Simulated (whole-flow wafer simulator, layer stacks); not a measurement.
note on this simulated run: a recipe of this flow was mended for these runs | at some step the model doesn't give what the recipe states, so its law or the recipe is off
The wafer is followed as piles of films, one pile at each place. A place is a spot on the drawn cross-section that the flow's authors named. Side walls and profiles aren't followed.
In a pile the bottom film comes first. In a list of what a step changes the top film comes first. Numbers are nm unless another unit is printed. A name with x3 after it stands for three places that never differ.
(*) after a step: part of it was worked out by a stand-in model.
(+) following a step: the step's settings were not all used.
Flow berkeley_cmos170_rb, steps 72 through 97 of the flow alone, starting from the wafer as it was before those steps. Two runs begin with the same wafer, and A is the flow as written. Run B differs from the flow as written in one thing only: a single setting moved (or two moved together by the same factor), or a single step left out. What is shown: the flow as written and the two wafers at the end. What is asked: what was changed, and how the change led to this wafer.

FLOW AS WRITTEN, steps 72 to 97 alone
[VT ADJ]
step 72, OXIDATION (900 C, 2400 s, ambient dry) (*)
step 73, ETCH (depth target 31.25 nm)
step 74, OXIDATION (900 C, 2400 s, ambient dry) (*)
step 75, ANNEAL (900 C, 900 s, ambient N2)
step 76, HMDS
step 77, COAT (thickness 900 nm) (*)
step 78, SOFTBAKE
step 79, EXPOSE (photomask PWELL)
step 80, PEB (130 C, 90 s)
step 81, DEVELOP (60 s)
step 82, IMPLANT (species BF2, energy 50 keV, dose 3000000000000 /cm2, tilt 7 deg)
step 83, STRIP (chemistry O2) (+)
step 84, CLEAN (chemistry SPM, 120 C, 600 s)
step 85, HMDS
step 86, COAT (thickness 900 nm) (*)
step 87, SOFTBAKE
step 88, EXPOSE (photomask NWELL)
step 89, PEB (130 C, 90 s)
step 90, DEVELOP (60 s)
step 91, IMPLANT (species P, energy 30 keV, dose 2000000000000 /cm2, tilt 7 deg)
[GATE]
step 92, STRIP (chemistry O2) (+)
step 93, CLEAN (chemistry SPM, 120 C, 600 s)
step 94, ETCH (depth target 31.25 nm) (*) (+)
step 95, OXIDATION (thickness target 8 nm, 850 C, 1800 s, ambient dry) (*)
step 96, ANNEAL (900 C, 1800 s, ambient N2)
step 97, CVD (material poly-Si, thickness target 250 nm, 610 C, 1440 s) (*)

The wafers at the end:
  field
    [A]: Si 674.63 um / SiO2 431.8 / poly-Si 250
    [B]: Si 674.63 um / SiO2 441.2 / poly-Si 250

The reason: step 73, ETCH: depth target 21.88 nm was run, whereas the flow has depth target 31.25 nm.

How this came from the change, step by step:
  step 73, ETCH (depth target 31.25 nm)
      field: A SiO2 loses 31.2 | B SiO2 loses 21.9
